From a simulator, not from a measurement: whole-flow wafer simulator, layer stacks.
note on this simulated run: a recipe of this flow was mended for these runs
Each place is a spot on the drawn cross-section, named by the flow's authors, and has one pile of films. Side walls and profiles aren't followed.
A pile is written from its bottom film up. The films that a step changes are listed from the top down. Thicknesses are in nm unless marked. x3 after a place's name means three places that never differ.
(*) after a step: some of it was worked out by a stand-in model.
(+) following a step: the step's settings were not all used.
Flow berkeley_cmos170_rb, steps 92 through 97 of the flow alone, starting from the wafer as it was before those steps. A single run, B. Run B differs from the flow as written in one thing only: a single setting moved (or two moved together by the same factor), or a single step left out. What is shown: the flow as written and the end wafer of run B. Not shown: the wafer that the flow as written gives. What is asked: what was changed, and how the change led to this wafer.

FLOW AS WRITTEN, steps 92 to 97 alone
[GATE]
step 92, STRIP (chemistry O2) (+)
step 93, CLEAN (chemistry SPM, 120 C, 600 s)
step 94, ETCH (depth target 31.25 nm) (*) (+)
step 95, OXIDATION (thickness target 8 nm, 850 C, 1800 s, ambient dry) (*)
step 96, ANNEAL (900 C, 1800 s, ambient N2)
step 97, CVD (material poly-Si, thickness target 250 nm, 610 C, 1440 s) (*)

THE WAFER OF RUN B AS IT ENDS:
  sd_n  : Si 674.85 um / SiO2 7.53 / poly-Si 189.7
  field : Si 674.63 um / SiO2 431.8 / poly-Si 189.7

Cause: step 97, CVD: 1094 s was run, while the flow as written has 1440 s.

Step by step, how the change led to this:
  step 97, CVD (material poly-Si, thickness target 250 nm, 610 C, 1440 s) (*)
      field, sd_n, spacer_n, gate, sd_p, spacer_p x2, contact, m1: poly-Si gains 189.7 (new film) (in the flow as written it would be: poly-Si gains 250 (new film))
